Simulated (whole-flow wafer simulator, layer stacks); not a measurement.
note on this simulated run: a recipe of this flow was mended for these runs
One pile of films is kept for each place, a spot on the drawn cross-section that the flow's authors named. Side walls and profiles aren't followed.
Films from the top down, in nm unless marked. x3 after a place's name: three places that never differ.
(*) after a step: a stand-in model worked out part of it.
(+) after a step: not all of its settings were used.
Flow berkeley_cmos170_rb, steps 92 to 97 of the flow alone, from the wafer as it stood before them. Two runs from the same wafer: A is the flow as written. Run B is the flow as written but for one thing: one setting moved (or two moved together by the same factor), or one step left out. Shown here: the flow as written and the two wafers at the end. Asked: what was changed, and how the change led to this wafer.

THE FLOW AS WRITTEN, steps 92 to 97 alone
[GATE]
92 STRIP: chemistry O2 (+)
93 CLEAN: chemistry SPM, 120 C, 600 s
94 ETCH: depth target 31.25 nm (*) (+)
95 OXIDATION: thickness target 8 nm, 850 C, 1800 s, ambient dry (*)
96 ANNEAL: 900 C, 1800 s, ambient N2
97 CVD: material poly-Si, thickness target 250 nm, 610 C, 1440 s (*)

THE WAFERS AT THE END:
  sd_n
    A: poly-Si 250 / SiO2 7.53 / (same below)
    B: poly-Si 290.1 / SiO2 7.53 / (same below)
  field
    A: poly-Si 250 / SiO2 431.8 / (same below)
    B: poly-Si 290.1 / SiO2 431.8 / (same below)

The cause: step 97, CVD: 1670 s was run, where the flow has 1440 s.

How the change led to this, step by step:
  97 CVD: material poly-Si, thickness target 250 nm, 610 C, 1440 s (*)
      field, sd_n, spacer_n, gate, sd_p, spacer_p x2, contact, m1: A poly-Si +250 (new film) | B poly-Si +290.1 (new film)
